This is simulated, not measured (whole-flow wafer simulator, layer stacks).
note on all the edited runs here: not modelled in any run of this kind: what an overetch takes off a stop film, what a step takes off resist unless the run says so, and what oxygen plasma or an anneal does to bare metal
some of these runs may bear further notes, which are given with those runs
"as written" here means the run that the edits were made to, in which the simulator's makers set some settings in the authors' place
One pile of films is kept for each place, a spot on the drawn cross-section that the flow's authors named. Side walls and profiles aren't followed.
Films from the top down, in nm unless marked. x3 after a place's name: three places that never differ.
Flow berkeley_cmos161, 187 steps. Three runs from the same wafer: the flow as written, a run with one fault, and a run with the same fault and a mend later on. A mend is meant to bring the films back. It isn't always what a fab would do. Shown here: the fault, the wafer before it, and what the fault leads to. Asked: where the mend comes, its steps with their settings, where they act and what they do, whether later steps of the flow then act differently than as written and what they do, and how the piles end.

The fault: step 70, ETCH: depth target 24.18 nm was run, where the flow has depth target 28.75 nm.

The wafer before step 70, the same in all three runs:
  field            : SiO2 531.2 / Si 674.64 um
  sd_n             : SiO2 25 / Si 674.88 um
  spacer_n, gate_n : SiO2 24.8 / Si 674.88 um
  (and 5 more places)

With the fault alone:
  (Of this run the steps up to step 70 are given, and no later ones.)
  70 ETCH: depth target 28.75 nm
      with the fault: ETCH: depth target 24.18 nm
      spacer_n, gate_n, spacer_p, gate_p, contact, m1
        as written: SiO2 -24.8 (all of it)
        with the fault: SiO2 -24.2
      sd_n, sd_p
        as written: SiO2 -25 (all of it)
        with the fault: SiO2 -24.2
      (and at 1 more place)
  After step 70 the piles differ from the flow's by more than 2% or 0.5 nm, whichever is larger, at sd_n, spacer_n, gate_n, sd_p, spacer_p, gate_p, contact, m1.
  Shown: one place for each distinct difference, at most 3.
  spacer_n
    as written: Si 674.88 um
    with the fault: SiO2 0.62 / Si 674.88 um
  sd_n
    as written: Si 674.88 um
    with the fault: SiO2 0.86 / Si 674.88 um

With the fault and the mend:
  The mend comes after step 70.
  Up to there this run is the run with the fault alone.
  70a ETCH: depth target 4.571 nm (the flow's step 70 once more, with other settings)
      spacer_n, gate_n, spacer_p, gate_p, contact, m1
        SiO2 -0.62 (all of it)
      sd_n, sd_p
        SiO2 -0.86 (all of it)
      field
        SiO2 -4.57
  No later step of the flow acts differently than as written, at any place that is followed, by more than 2% or 0.5 nm, whichever is larger.
  At the end the piles are the same as the flow's at every place that both follow.
